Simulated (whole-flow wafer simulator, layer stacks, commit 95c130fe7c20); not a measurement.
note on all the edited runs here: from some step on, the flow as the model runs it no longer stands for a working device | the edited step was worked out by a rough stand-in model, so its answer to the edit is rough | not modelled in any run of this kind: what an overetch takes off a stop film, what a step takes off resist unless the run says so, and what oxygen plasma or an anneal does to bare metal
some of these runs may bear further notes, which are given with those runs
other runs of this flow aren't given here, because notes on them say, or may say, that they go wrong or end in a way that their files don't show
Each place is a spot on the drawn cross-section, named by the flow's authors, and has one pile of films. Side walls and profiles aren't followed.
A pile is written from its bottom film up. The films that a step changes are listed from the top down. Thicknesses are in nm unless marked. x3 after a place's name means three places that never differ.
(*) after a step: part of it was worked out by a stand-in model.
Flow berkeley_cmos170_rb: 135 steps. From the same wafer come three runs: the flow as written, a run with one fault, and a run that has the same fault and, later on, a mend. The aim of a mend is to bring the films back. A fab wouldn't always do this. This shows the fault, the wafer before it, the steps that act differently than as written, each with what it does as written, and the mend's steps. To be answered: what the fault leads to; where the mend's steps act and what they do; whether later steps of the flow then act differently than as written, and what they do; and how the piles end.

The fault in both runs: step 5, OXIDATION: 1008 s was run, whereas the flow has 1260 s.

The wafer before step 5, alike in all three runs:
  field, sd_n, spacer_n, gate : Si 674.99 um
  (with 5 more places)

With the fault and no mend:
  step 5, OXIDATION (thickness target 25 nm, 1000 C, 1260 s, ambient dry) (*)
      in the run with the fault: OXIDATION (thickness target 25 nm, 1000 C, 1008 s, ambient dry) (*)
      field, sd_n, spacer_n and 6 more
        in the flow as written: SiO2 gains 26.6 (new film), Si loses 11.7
        in the run with the fault: SiO2 gains 23.6 (new film), Si loses 10.4
  Later steps of the flow acting differently than as written:
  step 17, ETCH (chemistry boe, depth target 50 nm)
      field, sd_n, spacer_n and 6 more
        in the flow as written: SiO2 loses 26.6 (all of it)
        in the run with the fault: SiO2 loses 23.6 (all of it)
  When the end is reached, the piles differ only a little from the flow's at the places that both follow, at most by 2% or 0.5 nm, whichever is larger.

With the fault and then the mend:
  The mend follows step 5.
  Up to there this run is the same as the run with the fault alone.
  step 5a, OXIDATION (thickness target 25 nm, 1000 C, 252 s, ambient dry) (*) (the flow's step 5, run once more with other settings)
      field, sd_n, spacer_n and 6 more
        SiO2 gains 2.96, Si loses 1.3
  Later steps of the flow that are run all act as written at every place that is followed.
  The piles end the same as the flow's at every place that both follow.
